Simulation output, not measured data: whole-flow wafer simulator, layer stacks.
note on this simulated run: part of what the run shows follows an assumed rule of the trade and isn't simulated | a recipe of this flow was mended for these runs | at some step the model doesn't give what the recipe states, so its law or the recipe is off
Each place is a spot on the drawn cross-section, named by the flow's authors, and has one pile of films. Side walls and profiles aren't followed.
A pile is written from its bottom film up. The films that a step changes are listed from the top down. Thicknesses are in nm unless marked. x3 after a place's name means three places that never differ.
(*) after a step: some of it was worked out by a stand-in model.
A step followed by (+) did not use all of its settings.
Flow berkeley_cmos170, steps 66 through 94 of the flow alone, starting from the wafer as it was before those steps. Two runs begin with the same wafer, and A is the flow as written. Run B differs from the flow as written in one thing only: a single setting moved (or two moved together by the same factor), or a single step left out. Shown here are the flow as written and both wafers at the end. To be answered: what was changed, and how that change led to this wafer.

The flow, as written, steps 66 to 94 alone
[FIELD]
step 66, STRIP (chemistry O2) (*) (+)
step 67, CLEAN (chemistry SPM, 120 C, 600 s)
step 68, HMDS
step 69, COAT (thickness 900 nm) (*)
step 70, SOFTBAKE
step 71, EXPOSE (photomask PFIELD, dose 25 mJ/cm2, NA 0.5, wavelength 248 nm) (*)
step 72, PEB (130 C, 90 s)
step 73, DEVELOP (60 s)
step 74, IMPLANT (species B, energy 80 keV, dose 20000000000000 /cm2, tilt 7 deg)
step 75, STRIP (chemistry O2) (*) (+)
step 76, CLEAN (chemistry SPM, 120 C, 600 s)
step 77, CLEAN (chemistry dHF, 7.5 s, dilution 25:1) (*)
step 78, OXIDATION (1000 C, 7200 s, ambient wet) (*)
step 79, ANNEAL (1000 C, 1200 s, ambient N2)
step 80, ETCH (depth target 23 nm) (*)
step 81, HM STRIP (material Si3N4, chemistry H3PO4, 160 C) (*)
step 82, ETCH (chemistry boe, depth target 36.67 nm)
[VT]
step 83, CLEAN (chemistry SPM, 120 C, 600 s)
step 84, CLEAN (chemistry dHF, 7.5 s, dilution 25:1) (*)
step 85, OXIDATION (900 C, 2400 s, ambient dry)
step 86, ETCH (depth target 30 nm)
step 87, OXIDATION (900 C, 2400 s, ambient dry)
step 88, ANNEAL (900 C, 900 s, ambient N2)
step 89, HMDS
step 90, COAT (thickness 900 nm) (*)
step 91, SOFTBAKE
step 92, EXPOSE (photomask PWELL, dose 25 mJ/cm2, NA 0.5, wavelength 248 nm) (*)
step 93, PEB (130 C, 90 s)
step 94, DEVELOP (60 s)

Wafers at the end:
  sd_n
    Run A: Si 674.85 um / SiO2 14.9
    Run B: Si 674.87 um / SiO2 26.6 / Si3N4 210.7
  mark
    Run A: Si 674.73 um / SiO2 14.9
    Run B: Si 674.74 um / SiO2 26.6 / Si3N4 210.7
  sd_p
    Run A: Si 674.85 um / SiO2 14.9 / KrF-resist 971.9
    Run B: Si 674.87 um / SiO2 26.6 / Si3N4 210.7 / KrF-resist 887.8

Cause: step 80, ETCH: depth target 10 nm was run, while the flow as written has depth target 23 nm.

How this came from the change, step by step:
  step 80, ETCH (depth target 23 nm) (*)
      mark, sd_n, spacer_n and 9 more: A -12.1 SiO2 (all of it), -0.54 Si3N4 | B -10 SiO2
      field: A -23 SiO2 | B -10 SiO2
  step 81, HM STRIP (material Si3N4, chemistry H3PO4, 160 C) (*)
      mark, sd_n, spacer_n and 9 more: A -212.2 Si3N4 (all of it), -11.1 SiO2 | B nothing
      field: A -17.7 SiO2 | B nothing
  step 82, ETCH (chemistry boe, depth target 36.67 nm)
      mark, sd_n, spacer_n and 9 more: A -15.5 SiO2 (all of it) | B -2.14 SiO2 (all of it), -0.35 Si3N4
  step 83, CLEAN (chemistry SPM, 120 C, 600 s)
      mark, sd_n, spacer_n and 9 more: A +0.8 chemical SiO2 (new film), -0.35 Si | B nothing
  step 84, CLEAN (chemistry dHF, 7.5 s, dilution 25:1) (*)
      mark, sd_n, spacer_n and 9 more: A -0.8 chemical SiO2 (all of it) | B -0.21 Si3N4
  step 85, OXIDATION (900 C, 2400 s, ambient dry)
      mark, sd_n, spacer_n and 9 more: A +14.9 SiO2 (new film), -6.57 Si | B nothing
  step 86, ETCH (depth target 30 nm)
      mark, sd_n, spacer_n and 9 more: A -14.9 SiO2 (all of it) | B -1.5 Si3N4
  step 87, OXIDATION (900 C, 2400 s, ambient dry)
      mark, sd_n, spacer_n and 9 more: A +14.9 SiO2 (new film), -6.57 Si | B nothing
  step 90, COAT (thickness 900 nm) (*)
      field: A +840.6 KrF-resist (new film) | B +896.8 KrF-resist (new film)
      sd_n: A +1004.6 KrF-resist (new film) | B +905.4 KrF-resist (new film)
      (and at 10 other places as well)
  step 94, DEVELOP (60 s)
      field: A -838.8 KrF-resist (all of it) | B -894.8 KrF-resist (all of it)
      sd_n: A -1002.3 KrF-resist (all of it) | B -903.4 KrF-resist (all of it)
      (and at 7 other places as well)
